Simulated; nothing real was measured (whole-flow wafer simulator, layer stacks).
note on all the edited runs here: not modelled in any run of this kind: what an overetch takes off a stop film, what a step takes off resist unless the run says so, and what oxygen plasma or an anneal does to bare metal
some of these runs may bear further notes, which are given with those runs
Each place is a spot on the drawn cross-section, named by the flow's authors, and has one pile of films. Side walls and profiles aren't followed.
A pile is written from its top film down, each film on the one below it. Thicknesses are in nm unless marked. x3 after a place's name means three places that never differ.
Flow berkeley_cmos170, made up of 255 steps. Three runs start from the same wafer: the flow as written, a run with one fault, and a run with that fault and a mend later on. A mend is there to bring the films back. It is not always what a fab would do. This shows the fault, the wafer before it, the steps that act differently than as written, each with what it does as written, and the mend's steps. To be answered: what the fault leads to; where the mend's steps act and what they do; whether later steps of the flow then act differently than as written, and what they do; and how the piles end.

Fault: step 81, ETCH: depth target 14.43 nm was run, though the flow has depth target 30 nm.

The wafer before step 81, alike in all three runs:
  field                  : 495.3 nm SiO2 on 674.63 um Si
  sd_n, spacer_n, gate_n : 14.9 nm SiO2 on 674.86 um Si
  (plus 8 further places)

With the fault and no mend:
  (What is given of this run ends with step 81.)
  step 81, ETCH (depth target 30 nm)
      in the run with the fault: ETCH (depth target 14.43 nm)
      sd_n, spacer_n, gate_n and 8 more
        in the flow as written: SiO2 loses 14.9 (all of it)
        in the run with the fault: SiO2 loses 14.4
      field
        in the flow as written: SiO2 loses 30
        in the run with the fault: SiO2 loses 14.4
  The piles after step 81 differ from the flow's at field, sd_n, spacer_n and 9 more by more than 2% or 0.5 nm, whichever is larger.
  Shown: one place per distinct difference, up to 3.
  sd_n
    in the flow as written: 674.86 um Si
    in the run with the fault: 0.51 nm SiO2 on 674.86 um Si
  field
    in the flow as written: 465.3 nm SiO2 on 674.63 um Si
    in the run with the fault: 480.8 nm SiO2 on 674.63 um Si

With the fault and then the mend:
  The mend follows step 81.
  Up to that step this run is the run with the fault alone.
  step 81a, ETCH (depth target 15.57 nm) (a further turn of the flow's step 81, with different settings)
      sd_n, spacer_n, gate_n and 8 more
        SiO2 loses 0.51 (all of it)
      field
        SiO2 loses 15.6
  Every later step of the flow that is run acts as written at every place that is followed.
  By the end, the piles equal the flow's at every place that both follow.
